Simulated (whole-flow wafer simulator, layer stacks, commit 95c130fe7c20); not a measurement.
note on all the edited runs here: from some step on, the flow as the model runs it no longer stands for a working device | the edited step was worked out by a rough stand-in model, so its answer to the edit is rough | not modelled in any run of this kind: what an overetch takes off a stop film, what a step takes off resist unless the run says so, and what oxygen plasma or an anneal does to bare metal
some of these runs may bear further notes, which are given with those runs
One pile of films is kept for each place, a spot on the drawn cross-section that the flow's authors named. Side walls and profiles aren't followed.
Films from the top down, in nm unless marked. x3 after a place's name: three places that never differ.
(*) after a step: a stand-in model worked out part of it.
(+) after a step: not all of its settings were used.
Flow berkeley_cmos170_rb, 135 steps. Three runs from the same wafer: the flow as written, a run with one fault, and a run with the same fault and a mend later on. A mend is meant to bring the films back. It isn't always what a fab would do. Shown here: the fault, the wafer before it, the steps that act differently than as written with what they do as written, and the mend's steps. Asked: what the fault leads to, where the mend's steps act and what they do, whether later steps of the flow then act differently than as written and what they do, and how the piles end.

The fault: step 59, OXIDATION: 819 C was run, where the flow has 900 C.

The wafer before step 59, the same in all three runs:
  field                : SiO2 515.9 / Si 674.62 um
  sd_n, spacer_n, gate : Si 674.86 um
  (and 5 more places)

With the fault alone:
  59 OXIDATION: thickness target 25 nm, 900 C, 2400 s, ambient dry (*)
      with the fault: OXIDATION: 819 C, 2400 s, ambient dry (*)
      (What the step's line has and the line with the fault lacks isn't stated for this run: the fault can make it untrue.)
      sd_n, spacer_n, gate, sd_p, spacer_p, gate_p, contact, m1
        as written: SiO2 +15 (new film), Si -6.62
        with the fault: SiO2 +6.44 (new film), Si -2.83
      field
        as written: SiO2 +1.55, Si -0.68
        with the fault: SiO2 +0.32, Si -0.14
  Later steps of the flow that act differently than as written (31 more steps differ only slightly, by at most 2% or 0.5 nm, whichever is larger, and aren't shown):
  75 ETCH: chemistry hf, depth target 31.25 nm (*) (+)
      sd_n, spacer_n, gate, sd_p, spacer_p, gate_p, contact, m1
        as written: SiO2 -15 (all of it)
        with the fault: SiO2 -6.44 (all of it)
  At the end the piles differ from the flow's only slightly at the places that both follow, by at most 2% or 0.5 nm, whichever is larger.

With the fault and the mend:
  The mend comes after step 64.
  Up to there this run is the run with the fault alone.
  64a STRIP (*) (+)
      sd_p
        KrF resist -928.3 (all of it)
      spacer_p
        KrF resist -911.3 (all of it)
      gate_p
        KrF resist -910.5 (all of it)
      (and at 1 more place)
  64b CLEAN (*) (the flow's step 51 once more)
      changes no film at any place that is followed
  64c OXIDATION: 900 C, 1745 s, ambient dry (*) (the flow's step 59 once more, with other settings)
      sd_n, spacer_n, gate, sd_p, spacer_p, gate_p, contact, m1
        SiO2 +8.5, Si -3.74
      field
        SiO2 +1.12, Si -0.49
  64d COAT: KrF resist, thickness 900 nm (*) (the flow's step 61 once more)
      field
        KrF resist +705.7 (new film)
      sd_n
        KrF resist +957.5 (new film)
      spacer_n
        KrF resist +924.9 (new film)
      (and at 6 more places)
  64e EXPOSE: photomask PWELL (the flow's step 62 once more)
      changes no film at any place that is followed
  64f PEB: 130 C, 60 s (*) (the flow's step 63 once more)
      changes no film at any place that is followed
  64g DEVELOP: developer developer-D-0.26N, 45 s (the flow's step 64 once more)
      sd_p, spacer_p, gate_p, m1
        KrF resist -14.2
      field
        KrF resist -705.7 (all of it)
      sd_n
        KrF resist -957.5 (all of it)
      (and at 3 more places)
  No later step of the flow acts differently than as written, at any place that is followed, by more than 2% or 0.5 nm, whichever is larger.
  At the end the piles differ from the flow's only slightly at the places that both follow, by at most 2% or 0.5 nm, whichever is larger.
